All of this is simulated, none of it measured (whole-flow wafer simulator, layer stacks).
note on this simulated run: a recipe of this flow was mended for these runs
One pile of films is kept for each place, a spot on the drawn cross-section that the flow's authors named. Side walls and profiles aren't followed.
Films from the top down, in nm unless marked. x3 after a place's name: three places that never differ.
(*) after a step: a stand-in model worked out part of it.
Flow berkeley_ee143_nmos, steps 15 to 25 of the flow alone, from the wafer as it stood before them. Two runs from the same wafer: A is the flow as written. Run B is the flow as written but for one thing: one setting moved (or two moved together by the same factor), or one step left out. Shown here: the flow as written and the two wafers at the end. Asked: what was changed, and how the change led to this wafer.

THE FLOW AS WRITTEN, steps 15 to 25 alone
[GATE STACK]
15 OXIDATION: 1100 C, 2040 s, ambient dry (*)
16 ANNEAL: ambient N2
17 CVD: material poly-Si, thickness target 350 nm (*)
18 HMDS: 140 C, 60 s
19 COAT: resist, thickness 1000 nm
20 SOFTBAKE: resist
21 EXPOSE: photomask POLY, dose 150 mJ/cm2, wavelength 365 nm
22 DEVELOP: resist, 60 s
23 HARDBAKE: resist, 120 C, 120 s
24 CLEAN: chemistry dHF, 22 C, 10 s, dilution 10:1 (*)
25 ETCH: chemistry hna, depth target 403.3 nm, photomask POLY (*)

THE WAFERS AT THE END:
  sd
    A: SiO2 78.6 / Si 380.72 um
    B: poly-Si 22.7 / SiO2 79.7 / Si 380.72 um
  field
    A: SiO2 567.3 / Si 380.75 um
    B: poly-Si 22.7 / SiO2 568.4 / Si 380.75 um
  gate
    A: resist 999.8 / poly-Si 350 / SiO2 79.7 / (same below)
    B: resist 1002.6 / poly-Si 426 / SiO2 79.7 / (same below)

The cause: step 17, CVD: thickness target 426 nm was run, where the flow has thickness target 350 nm.
It can be read off the wafer: gate has poly-Si 426, and step 17 as written asks for 350 nm.

How the change led to this, step by step:
  17 CVD: material poly-Si, thickness target 350 nm (*)
      gate, sd, contact, field: A poly-Si +350 (new film) | B poly-Si +426 (new film)
  25 ETCH: chemistry hna, depth target 403.3 nm, photomask POLY (*)
      sd, contact, field: A poly-Si -350 (all of it), SiO2 -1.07 | B poly-Si -403.3
